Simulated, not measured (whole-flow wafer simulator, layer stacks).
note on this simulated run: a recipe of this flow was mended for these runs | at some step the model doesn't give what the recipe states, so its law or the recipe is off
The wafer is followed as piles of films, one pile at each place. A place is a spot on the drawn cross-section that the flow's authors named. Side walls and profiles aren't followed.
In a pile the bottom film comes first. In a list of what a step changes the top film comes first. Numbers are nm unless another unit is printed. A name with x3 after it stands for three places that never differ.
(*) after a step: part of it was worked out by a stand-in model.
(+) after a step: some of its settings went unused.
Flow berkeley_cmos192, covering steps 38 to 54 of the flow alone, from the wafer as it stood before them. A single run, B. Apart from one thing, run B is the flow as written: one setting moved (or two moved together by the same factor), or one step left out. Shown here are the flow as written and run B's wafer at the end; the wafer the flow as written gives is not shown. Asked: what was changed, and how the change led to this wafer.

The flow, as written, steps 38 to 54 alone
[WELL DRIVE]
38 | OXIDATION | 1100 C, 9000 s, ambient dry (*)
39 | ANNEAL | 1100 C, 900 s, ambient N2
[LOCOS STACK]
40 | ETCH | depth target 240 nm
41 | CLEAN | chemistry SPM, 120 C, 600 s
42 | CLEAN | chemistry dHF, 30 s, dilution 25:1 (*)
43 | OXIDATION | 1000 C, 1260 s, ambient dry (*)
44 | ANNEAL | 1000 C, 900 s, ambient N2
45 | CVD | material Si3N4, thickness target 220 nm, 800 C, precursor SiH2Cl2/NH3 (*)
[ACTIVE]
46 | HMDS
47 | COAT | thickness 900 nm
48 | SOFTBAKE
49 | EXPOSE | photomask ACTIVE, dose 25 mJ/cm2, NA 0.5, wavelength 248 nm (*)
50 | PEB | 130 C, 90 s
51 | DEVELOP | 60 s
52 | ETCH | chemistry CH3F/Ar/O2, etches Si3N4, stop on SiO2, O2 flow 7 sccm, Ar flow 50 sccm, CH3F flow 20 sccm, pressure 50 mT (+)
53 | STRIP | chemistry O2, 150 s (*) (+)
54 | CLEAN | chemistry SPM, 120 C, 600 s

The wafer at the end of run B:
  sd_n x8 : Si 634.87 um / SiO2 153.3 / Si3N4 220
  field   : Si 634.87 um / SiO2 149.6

Cause: step 40, ETCH: depth target 48 nm was run, whereas the flow has depth target 240 nm.

The path from the change to this, step by step:
  40 | ETCH | depth target 240 nm
      field, sd_n x8: -48 SiO2 (it would be, as written: -197.6 SiO2 (all of it))
  41 | CLEAN | chemistry SPM, 120 C, 600 s
      field, sd_n x8: nothing (it would be, as written: +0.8 chemical SiO2 (new film), -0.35 Si)
  42 | CLEAN | chemistry dHF, 30 s, dilution 25:1 (*)
      field, sd_n x8: -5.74 SiO2 (it would be, as written: -0.8 chemical SiO2 (all of it))
  43 | OXIDATION | 1000 C, 1260 s, ambient dry (*)
      field, sd_n x8: +9.4 SiO2, -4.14 Si (it would be, as written: +26.6 SiO2 (new film), -11.7 Si)
